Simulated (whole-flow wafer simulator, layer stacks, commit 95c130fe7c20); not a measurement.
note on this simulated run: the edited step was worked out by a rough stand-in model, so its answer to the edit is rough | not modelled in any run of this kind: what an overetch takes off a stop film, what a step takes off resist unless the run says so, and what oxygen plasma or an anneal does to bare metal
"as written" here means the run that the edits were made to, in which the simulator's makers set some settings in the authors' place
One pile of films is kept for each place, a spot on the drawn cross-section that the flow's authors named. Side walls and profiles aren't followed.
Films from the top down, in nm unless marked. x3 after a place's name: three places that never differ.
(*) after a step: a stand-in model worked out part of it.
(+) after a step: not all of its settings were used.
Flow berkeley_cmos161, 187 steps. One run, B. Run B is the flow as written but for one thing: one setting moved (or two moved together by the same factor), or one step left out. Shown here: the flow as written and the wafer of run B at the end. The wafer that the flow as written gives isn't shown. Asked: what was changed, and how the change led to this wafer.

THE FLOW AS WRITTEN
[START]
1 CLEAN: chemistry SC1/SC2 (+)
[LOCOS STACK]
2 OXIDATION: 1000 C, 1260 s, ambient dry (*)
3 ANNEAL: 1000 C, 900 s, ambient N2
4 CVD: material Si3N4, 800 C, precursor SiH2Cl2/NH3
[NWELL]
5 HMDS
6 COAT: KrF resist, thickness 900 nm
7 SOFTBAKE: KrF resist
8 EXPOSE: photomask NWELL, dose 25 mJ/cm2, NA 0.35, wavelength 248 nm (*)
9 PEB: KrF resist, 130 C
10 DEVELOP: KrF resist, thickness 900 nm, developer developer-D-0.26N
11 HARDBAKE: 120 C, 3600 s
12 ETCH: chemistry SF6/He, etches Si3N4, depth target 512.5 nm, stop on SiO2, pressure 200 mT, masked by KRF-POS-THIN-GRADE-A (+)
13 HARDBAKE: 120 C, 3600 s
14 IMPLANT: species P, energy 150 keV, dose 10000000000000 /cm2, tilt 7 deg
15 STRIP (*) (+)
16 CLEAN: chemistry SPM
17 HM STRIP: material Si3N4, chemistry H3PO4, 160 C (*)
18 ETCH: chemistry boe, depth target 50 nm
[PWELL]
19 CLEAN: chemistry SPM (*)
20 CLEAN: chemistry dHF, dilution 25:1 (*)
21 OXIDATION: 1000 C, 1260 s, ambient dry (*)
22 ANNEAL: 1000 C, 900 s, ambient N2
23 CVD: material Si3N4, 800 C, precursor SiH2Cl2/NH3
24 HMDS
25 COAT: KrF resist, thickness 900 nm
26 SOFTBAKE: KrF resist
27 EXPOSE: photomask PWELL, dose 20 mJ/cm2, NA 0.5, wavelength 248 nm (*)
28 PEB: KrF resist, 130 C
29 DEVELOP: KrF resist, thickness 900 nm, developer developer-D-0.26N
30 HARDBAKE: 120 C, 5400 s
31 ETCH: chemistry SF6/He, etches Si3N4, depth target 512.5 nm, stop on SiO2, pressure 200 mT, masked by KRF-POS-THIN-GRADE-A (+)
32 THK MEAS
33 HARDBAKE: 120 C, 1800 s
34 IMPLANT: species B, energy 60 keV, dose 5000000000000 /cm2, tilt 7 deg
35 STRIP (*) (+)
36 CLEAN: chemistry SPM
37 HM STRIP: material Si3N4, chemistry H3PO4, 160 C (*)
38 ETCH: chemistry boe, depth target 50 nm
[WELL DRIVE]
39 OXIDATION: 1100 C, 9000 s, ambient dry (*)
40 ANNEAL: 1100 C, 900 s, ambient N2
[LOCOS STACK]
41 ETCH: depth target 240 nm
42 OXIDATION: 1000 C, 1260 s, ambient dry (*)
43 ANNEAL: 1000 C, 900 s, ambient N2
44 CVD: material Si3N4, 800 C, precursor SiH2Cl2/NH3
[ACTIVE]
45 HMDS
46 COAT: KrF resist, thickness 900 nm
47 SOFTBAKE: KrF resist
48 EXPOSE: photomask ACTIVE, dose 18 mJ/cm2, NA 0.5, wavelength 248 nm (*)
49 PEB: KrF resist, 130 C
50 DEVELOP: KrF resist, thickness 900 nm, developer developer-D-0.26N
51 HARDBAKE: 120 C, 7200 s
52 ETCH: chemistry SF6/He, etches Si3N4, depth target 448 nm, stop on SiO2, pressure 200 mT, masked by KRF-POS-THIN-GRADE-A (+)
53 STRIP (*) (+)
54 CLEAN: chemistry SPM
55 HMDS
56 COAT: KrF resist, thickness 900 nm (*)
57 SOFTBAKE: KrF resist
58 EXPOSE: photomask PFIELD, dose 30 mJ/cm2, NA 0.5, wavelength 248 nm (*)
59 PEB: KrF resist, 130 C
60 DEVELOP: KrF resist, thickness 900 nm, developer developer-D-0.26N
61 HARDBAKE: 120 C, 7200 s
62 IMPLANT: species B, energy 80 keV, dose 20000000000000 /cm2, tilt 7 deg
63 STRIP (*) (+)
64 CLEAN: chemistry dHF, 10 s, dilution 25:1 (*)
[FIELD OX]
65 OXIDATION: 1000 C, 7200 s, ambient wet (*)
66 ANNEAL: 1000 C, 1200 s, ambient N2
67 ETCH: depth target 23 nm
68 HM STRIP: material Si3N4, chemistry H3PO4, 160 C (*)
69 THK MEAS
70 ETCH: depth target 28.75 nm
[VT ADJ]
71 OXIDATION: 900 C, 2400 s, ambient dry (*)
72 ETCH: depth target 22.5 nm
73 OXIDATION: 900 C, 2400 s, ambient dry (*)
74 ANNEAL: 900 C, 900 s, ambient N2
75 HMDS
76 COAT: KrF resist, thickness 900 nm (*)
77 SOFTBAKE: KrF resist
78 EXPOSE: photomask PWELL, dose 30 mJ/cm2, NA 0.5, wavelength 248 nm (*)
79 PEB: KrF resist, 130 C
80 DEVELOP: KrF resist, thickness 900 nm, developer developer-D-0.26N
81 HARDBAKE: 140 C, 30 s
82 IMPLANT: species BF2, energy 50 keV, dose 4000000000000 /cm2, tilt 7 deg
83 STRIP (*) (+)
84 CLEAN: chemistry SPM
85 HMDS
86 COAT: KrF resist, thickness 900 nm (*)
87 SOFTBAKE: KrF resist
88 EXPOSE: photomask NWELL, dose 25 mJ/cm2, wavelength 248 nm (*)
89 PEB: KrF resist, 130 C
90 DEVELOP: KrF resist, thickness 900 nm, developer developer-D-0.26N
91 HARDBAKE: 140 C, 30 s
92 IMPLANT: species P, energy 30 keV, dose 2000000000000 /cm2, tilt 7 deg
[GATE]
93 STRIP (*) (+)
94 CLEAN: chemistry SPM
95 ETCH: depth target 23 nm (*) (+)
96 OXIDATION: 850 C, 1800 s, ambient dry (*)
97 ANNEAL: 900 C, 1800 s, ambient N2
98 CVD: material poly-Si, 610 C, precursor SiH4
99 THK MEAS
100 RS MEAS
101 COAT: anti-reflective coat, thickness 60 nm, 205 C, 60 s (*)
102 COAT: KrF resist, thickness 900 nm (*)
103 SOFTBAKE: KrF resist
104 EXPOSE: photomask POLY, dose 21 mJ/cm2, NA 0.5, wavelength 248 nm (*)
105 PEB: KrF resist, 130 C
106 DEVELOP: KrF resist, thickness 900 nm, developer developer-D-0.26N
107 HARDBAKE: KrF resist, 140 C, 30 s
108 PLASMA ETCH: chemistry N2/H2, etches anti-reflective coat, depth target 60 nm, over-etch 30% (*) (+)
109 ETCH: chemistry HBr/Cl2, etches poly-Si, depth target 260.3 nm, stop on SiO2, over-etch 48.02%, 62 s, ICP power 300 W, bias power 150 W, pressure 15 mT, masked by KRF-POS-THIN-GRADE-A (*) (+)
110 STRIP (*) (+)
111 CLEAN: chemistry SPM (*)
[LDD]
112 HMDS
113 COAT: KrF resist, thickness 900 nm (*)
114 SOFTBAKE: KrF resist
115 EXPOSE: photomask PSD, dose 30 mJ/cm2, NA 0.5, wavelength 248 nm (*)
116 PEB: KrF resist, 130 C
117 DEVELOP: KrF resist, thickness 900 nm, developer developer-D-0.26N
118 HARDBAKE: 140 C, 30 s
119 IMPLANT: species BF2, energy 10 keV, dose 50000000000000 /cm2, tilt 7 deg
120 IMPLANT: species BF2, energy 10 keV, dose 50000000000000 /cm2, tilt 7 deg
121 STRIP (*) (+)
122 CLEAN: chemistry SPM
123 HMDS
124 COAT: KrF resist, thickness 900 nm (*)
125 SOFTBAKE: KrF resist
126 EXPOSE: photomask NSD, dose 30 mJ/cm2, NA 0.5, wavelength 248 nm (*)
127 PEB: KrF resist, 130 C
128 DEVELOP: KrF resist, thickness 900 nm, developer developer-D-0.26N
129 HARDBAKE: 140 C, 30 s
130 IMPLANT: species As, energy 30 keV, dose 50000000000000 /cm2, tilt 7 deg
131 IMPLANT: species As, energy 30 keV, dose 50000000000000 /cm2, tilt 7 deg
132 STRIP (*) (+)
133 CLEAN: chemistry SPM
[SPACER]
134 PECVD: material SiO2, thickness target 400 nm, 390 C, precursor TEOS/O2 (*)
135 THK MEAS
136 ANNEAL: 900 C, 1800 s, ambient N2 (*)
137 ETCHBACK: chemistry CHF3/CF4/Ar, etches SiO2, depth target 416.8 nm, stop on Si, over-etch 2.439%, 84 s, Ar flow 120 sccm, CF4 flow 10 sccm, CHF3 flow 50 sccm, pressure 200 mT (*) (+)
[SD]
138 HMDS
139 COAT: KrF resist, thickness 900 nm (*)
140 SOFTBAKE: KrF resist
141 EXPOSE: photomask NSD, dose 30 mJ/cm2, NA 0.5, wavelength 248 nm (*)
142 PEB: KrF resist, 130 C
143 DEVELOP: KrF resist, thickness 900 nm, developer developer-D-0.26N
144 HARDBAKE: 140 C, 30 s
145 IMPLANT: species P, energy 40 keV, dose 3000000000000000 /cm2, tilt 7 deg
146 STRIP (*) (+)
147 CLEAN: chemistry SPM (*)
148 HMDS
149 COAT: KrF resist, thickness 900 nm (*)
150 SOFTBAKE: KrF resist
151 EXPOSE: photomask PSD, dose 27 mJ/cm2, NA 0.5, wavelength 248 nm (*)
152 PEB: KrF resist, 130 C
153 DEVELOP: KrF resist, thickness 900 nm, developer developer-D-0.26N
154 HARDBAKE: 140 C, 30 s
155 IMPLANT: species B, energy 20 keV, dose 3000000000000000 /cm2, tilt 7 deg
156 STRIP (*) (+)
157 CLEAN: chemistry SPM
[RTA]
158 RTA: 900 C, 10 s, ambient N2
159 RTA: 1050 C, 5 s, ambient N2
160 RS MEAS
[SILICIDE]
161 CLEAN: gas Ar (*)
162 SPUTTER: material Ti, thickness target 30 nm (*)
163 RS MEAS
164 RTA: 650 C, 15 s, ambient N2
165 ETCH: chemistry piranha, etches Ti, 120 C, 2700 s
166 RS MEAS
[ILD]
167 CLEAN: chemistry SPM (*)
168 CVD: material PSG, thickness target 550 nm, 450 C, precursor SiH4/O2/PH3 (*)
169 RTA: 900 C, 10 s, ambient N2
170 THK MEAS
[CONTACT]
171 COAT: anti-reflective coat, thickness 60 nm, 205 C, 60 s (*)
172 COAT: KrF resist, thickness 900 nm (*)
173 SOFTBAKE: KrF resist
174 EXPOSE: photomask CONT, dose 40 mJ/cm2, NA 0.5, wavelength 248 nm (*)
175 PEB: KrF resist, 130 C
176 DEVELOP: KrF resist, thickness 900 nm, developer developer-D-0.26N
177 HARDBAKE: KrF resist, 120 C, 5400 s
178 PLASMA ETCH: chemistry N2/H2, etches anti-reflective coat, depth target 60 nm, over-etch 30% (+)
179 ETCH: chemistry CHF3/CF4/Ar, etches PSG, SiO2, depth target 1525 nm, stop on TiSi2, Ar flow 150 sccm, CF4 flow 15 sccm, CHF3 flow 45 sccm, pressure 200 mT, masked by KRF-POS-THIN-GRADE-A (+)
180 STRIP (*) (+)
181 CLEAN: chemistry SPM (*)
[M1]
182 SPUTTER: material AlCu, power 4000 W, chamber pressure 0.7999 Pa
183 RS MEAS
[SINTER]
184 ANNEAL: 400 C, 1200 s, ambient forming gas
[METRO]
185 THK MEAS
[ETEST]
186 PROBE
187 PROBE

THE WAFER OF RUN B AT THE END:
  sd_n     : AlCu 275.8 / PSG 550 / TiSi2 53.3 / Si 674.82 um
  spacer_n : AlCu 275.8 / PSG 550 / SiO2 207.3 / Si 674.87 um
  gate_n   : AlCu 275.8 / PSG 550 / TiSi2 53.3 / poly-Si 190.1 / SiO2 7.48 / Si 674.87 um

The cause: step 39, OXIDATION: 7200 s was run, where the flow has 9000 s.

How the change led to this, step by step:
  39 OXIDATION: 1100 C, 9000 s, ambient dry (*)
      field, sd_n, spacer_n and 6 more: SiO2 +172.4 (new film), Si -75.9 (as written it would be: SiO2 +197.6 (new film), Si -86.9)
  41 ETCH: depth target 240 nm
      field, sd_n, spacer_n and 6 more: SiO2 -172.4 (all of it) (as written it would be: SiO2 -197.6 (all of it))
